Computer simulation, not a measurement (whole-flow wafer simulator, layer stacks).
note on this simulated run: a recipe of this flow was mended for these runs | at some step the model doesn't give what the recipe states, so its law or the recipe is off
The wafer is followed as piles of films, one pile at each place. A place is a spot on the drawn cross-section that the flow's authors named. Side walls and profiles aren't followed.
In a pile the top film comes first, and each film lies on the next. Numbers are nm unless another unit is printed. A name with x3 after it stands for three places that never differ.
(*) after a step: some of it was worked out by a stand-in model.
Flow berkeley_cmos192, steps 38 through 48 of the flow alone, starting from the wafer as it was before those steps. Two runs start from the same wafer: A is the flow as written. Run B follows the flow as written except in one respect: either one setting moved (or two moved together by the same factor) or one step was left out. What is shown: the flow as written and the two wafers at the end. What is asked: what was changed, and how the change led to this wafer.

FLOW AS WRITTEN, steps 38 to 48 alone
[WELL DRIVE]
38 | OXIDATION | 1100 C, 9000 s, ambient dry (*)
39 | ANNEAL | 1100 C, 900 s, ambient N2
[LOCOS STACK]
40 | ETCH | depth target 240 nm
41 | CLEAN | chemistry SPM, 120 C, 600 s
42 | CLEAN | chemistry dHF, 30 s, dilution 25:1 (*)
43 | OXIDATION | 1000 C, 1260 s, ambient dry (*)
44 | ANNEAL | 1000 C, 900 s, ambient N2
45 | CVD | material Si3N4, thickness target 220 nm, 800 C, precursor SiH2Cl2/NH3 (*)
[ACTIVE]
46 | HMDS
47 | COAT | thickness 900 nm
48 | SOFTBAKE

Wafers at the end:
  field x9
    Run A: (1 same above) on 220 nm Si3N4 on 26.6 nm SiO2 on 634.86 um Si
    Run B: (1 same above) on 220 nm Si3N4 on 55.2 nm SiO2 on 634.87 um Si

Cause: step 40, ETCH: depth target 154 nm was run, though the flow has depth target 240 nm.

The path from the change to this, step by step:
  40 | ETCH | depth target 240 nm
      field x9: A SiO2 loses 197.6 (all of it) | B SiO2 loses 154
  41 | CLEAN | chemistry SPM, 120 C, 600 s
      field x9: A chemical SiO2 gains 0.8 (new film), Si loses 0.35 | B nothing
  42 | CLEAN | chemistry dHF, 30 s, dilution 25:1 (*)
      field x9: A chemical SiO2 loses 0.8 (all of it) | B SiO2 loses 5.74
  43 | OXIDATION | 1000 C, 1260 s, ambient dry (*)
      field x9: A SiO2 gains 26.6 (new film), Si loses 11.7 | B SiO2 gains 17.3, Si loses 7.61
